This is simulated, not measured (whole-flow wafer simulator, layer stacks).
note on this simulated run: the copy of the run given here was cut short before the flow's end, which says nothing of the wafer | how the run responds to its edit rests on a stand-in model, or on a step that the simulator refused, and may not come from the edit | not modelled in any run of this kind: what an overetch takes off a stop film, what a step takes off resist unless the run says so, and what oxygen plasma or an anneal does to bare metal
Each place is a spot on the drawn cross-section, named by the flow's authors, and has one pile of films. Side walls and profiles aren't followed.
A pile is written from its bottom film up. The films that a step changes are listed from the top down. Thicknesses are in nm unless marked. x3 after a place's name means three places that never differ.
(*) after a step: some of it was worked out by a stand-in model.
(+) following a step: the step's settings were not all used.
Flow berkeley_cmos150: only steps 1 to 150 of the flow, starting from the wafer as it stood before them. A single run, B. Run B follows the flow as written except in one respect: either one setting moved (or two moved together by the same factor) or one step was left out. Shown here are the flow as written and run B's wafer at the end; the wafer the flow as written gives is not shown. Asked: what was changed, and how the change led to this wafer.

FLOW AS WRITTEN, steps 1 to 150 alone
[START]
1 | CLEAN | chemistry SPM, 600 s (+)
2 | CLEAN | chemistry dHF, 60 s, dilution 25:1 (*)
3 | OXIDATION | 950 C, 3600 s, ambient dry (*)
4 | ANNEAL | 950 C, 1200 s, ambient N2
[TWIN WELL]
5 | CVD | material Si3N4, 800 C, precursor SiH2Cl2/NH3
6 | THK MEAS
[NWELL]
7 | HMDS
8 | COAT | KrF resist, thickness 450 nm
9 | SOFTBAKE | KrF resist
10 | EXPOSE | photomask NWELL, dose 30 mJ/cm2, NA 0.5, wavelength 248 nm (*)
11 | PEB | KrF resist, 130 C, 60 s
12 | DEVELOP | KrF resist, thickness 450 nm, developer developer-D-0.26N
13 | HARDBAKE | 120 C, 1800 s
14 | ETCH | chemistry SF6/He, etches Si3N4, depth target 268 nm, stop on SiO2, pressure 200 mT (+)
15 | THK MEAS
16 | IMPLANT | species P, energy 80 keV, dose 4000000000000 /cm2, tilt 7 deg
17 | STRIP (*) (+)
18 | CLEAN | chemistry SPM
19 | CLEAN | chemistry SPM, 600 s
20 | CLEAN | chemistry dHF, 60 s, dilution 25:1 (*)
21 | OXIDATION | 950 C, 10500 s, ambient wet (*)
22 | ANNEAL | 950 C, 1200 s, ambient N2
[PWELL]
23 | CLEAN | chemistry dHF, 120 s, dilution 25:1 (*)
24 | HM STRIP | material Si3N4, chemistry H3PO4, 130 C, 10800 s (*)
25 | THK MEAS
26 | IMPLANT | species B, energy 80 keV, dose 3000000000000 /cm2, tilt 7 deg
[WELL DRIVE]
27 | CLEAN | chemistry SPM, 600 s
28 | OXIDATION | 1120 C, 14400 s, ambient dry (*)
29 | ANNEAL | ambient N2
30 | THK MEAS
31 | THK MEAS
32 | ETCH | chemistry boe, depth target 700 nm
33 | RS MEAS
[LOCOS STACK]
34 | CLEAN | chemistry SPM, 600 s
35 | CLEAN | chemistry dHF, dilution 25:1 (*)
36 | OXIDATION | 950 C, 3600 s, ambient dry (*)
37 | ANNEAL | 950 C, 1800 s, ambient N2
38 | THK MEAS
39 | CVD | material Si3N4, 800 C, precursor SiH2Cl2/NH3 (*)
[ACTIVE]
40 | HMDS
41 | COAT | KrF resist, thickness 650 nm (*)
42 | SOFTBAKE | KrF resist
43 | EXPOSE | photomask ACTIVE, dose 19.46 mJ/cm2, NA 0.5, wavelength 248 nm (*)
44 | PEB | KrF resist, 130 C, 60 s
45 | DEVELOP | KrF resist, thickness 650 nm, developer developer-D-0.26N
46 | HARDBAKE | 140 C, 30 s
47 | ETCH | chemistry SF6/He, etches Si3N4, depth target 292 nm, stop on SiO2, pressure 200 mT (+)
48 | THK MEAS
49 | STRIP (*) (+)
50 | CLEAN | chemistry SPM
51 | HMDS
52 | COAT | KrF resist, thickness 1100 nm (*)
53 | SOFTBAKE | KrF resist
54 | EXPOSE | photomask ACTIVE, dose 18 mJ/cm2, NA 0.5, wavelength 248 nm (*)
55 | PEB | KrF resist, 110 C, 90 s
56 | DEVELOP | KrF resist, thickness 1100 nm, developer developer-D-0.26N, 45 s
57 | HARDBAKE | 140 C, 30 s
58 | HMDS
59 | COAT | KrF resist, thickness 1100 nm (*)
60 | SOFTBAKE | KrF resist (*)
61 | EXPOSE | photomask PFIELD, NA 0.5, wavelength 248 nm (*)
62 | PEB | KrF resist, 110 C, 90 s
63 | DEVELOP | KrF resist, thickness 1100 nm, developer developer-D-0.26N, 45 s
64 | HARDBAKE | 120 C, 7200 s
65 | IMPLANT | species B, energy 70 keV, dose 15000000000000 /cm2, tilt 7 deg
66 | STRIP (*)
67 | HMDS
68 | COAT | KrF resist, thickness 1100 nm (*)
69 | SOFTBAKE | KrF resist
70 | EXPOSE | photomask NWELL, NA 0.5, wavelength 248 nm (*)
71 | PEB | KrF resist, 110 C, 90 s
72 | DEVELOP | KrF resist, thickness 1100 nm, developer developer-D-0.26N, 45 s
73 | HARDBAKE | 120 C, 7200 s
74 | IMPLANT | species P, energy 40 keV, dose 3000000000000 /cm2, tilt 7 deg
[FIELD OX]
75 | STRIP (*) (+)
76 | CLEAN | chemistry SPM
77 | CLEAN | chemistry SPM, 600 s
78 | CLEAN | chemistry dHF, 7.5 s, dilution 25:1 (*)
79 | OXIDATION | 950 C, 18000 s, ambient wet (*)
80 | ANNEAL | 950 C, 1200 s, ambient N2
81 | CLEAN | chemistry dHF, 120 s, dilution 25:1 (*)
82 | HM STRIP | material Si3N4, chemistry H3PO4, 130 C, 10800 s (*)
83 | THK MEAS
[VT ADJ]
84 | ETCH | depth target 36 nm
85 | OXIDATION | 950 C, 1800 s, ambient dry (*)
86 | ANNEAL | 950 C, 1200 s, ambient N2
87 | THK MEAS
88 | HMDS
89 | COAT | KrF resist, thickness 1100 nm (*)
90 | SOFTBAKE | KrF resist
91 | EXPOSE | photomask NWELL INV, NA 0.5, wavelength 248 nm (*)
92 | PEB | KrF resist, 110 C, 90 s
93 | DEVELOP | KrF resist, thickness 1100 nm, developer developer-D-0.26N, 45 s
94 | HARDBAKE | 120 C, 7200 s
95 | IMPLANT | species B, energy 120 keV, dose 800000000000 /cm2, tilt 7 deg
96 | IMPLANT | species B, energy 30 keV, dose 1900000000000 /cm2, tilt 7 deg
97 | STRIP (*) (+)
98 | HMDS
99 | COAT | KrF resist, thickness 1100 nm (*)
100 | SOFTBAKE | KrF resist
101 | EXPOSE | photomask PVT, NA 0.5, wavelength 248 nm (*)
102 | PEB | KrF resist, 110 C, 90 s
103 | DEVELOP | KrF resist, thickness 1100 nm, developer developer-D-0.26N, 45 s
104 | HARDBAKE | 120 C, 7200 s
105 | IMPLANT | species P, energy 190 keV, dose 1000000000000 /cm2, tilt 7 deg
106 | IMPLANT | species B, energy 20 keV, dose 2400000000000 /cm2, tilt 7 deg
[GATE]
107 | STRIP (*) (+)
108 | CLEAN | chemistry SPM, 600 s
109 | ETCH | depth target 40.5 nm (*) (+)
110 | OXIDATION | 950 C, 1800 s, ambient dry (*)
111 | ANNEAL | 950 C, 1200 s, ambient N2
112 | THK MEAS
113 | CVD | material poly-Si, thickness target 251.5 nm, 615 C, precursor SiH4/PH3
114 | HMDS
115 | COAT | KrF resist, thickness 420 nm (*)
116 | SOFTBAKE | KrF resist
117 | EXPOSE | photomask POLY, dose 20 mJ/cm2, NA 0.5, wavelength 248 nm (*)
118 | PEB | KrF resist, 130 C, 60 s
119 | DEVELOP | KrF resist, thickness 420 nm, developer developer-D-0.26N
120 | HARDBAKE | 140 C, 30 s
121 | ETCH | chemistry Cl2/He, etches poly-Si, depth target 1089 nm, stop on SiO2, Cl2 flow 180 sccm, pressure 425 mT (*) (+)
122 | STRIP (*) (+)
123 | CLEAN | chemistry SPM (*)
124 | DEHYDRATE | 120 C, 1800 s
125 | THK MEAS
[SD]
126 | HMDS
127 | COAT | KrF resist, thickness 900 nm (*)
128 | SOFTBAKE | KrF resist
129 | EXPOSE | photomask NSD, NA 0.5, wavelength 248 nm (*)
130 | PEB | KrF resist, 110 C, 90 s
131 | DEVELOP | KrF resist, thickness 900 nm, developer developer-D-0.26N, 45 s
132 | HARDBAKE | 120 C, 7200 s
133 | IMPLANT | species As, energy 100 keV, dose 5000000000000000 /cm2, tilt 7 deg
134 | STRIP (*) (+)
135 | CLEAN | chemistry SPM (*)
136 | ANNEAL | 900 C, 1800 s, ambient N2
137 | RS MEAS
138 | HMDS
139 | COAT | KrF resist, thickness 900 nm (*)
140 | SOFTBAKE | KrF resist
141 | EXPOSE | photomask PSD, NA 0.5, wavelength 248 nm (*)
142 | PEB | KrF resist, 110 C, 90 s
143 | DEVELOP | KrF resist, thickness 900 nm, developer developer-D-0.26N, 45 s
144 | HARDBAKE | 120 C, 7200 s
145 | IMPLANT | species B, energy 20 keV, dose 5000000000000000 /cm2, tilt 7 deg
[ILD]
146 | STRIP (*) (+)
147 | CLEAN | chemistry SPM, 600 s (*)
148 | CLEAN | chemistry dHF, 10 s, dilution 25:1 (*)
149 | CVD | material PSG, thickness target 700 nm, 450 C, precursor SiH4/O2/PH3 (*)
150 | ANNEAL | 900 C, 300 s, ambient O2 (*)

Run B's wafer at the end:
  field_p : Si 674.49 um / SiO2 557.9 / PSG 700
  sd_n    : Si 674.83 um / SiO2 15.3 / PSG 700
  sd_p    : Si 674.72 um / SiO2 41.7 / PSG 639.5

Cause: step 32, ETCH: depth target 455 nm was run, while the flow as written has depth target 700 nm.

Step by step, how the change led to this:
  32 | ETCH | chemistry boe, depth target 700 nm
      field_p, sd_p, gate_p: SiO2 loses 455 (in the flow as written it would be: SiO2 loses 555.5 (all of it))
  34 | CLEAN | chemistry SPM, 600 s
      field_p, sd_p, gate_p: nothing (in the flow as written it would be: chemical SiO2 gains 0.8 (new film), Si loses 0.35)
  35 | CLEAN | chemistry dHF, dilution 25:1 (*)
      field_p, sd_p, gate_p: nothing (in the flow as written it would be: chemical SiO2 loses 0.8 (all of it))
  36 | OXIDATION | 950 C, 3600 s, ambient dry (*)
      field_p, sd_p, gate_p: SiO2 gains 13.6, Si loses 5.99 (in the flow as written it would be: SiO2 gains 31.5 (new film), Si loses 13.8)
  41 | COAT | KrF resist, thickness 650 nm (*)
      field_p: KrF resist gains 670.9 (new film) (in the flow as written it would be: KrF resist gains 715.2 (new film))
      sd_p: KrF resist gains 664.5 (new film) (in the flow as written it would be: KrF resist gains 694.3 (new film))
      (as well as at 1 more place)
  45 | DEVELOP | KrF resist, thickness 650 nm, developer developer-D-0.26N
      field_p: KrF resist loses 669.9 (all of it) (in the flow as written it would be: KrF resist loses 714.1 (all of it))
  46 | HARDBAKE | 140 C, 30 s
      sd_p: KrF resist loses 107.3 (in the flow as written it would be: KrF resist loses 112.2)
      gate_p: KrF resist loses 107 (in the flow as written it would be: KrF resist loses 111.5)
  49 | STRIP (*) (+)
      sd_n: KrF resist loses 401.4 (all of it) (in the flow as written it would be: KrF resist loses 392.4 (all of it))
      sd_p: KrF resist loses 418.1 (all of it) (in the flow as written it would be: KrF resist loses 442.9 (all of it))
      (as well as at 1 more place)
  52 | COAT | KrF resist, thickness 1100 nm (*)
      field_p: KrF resist gains 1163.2 (new film) (in the flow as written it would be: KrF resist gains 1219.5 (new film))
      sd_p: KrF resist gains 1065.9 (new film) (in the flow as written it would be: KrF resist gains 1111.6 (new film))
      (as well as at 1 more place)
  56 | DEVELOP | KrF resist, thickness 1100 nm, developer developer-D-0.26N, 45 s
      field_p: KrF resist loses 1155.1 (all of it) (in the flow as written it would be: KrF resist loses 1211 (all of it))
  57 | HARDBAKE | 140 C, 30 s
      sd_p: KrF resist loses 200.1 (in the flow as written it would be: KrF resist loses 208.8)
      gate_p: KrF resist loses 201.3 (in the flow as written it would be: KrF resist loses 209.5)
  59 | COAT | KrF resist, thickness 1100 nm (*)
      field_p: KrF resist gains 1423 (new film) (in the flow as written it would be: KrF resist gains 1484.3 (new film))
      sd_p: KrF resist gains 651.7 (in the flow as written it would be: KrF resist gains 671.5)
      (as well as at 1 more place)
  64 | HARDBAKE | 120 C, 7200 s
      field_p: KrF resist loses 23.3 (in the flow as written it would be: KrF resist loses 24.4)
  66 | STRIP (*)
      field_p: KrF resist loses 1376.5 (all of it) (in the flow as written it would be: KrF resist loses 1436.3 (all of it))
      sd_p: KrF resist loses 1469 (all of it) (in the flow as written it would be: KrF resist loses 1525.1 (all of it))
      (as well as at 1 more place)
  68 | COAT | KrF resist, thickness 1100 nm (*)
      field_p: KrF resist gains 1163.2 (new film) (in the flow as written it would be: KrF resist gains 1219.5 (new film))
      sd_p: KrF resist gains 1065.9 (new film) (in the flow as written it would be: KrF resist gains 1111.6 (new film))
      (as well as at 1 more place)
  72 | DEVELOP | KrF resist, thickness 1100 nm, developer developer-D-0.26N, 45 s
      field_p: KrF resist loses 1155.1 (all of it) (in the flow as written it would be: KrF resist loses 1211 (all of it))
      sd_p: KrF resist loses 1058.5 (all of it) (in the flow as written it would be: KrF resist loses 1103.9 (all of it))
      (as well as at 1 more place)
  ... 22 other steps ...
  146 | STRIP (*) (+)
      field_p: KrF resist loses 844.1 (all of it) (in the flow as written it would be: KrF resist loses 882.7 (all of it))
